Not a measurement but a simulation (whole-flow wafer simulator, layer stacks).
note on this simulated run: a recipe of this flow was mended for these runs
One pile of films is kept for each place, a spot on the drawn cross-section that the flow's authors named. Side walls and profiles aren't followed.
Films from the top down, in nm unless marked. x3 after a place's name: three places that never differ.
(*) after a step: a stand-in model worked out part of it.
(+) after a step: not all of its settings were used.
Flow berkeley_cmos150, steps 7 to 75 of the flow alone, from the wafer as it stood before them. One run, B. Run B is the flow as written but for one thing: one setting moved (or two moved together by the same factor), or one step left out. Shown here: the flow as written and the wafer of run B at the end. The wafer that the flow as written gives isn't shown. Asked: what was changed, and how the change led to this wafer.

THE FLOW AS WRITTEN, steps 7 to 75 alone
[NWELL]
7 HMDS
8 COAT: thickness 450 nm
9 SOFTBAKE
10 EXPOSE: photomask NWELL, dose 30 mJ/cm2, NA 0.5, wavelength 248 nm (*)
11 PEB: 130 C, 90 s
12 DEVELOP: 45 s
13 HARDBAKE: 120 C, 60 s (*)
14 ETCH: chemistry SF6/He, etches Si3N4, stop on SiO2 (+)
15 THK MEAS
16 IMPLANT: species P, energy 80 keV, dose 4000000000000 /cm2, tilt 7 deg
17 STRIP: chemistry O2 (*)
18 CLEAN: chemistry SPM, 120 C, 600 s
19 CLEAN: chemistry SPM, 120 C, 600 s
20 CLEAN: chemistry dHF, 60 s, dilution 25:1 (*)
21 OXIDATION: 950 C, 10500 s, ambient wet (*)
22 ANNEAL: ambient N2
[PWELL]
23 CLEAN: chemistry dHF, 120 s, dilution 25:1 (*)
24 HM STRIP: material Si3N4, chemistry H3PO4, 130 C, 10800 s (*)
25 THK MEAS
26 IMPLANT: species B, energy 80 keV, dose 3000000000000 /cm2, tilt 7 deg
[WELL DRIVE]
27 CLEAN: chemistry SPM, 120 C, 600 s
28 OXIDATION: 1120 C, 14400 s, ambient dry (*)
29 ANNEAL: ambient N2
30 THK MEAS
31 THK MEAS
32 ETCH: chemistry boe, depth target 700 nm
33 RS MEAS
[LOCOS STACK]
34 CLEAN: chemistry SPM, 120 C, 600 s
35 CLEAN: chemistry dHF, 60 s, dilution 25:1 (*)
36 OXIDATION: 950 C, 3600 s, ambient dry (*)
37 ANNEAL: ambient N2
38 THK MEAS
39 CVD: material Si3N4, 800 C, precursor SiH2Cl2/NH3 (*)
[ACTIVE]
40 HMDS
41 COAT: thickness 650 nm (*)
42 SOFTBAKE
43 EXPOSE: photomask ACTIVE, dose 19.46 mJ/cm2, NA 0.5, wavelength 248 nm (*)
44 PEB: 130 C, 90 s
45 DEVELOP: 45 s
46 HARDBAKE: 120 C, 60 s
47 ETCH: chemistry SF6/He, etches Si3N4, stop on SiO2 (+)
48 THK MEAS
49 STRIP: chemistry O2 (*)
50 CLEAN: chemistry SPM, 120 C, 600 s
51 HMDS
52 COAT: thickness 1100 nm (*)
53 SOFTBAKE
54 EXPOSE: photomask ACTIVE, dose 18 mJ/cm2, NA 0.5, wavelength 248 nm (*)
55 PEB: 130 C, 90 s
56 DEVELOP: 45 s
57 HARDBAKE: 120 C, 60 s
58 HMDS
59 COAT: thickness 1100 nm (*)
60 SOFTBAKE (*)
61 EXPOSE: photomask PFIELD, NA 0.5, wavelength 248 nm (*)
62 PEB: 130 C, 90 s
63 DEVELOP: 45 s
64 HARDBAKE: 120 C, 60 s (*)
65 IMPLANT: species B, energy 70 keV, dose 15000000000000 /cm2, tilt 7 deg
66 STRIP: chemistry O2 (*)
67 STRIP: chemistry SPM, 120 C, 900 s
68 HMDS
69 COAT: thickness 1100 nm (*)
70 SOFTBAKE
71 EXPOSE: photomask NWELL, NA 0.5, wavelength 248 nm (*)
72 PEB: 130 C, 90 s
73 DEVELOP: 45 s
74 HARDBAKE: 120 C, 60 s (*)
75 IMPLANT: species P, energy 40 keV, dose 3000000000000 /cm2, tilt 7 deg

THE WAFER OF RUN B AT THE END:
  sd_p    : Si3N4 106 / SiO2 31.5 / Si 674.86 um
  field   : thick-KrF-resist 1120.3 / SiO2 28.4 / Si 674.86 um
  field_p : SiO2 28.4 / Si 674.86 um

The cause: step 14, ETCH: chemistry SF6/He, etches Si3N4, stop on SiO2 (+), was left out.

How the change led to this, step by step:
  17 STRIP: chemistry O2 (*)
      field, sd_n, gate_n, contact, m1: KrF-resist -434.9 (all of it) (as written it would be: KrF-resist -310.9 (all of it))
  20 CLEAN: chemistry dHF, 60 s, dilution 25:1 (*)
      field_p, sd_p, gate_p: Si3N4 -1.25 (as written it would be: SiO2 -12)
  21 OXIDATION: 950 C, 10500 s, ambient wet (*)
      field_p, sd_p, gate_p: SiO2 +7.45 (new film), Si3N4 -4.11 (as written it would be: SiO2 +461.2, Si -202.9)
  23 CLEAN: chemistry dHF, 120 s, dilution 25:1 (*)
      field_p, sd_p, gate_p: SiO2 -7.45 (all of it), Si3N4 -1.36 (as written it would be: SiO2 -23)
  24 HM STRIP: material Si3N4, chemistry H3PO4, 130 C, 10800 s (*)
      field_p, sd_p, gate_p: Si3N4 -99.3 (all of it), SiO2 -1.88 (as written it would be: SiO2 -2.72)
  28 OXIDATION: 1120 C, 14400 s, ambient dry (*)
      field_p, sd_p, gate_p: SiO2 +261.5, Si -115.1 (as written it would be: SiO2 +103.6, Si -45.6)
  32 ETCH: chemistry boe, depth target 700 nm
      field_p, sd_p, gate_p: SiO2 -291.1 (all of it) (as written it would be: SiO2 -555.5 (all of it))
  41 COAT: thickness 650 nm (*)
      field_p: KrF-resist +650 (new film) (as written it would be: KrF-resist +715.2 (new film))
      sd_n: KrF-resist +650 (new film) (as written it would be: KrF-resist +633.7 (new film))
      (and at 2 more places)
  45 DEVELOP: 45 s
      field_p: KrF-resist -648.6 (all of it) (as written it would be: KrF-resist -713.6 (all of it))
  46 HARDBAKE: 120 C, 60 s
      sd_n: KrF-resist -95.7 (as written it would be: KrF-resist -93.3)
      sd_p: KrF-resist -95.7 (as written it would be: KrF-resist -102.4)
      (and at 1 more place)
  49 STRIP: chemistry O2 (*)
      sd_n: KrF-resist -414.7 (all of it) (as written it would be: KrF-resist -400.9 (all of it))
      sd_p: KrF-resist -414.7 (all of it) (as written it would be: KrF-resist -452.2 (all of it))
      (and at 1 more place)
  52 COAT: thickness 1100 nm (*)
      field: thick-KrF-resist +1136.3 (new film) (as written it would be: thick-KrF-resist +1106.9 (new film))
      field_p: thick-KrF-resist +1136.7 (new film) (as written it would be: thick-KrF-resist +1219.5 (new film))
      (and at 2 more places)
  56 DEVELOP: 45 s
      field: thick-KrF-resist -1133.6 (all of it) (as written it would be: thick-KrF-resist -1104.2 (all of it))
      field_p: thick-KrF-resist -1134 (all of it) (as written it would be: thick-KrF-resist -1216.4 (all of it))
  57 HARDBAKE: 120 C, 60 s
      sd_p: thick-KrF-resist -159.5 (as written it would be: thick-KrF-resist -169.9)
      gate_p: thick-KrF-resist -160.6 (as written it would be: thick-KrF-resist -170.5)
  59 COAT: thickness 1100 nm (*)
      field_p: thick-KrF-resist +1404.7 (new film) (as written it would be: thick-KrF-resist +1495 (new film))
      sd_p: thick-KrF-resist +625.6 (as written it would be: thick-KrF-resist +652.6)
      (and at 1 more place)
  66 STRIP: chemistry O2 (*)
      field_p: thick-KrF-resist -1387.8 (all of it) (as written it would be: thick-KrF-resist -1477.9 (all of it))
      sd_p: thick-KrF-resist -1479.8 (all of it) (as written it would be: thick-KrF-resist -1563.6 (all of it))
      (and at 1 more place)
  ... 1 more step ...
  73 DEVELOP: 45 s
      field_p: thick-KrF-resist -1134 (all of it) (as written it would be: thick-KrF-resist -1216.4 (all of it))
      sd_p: thick-KrF-resist -1041.7 (all of it) (as written it would be: thick-KrF-resist -1108.9 (all of it))
      (and at 1 more place)
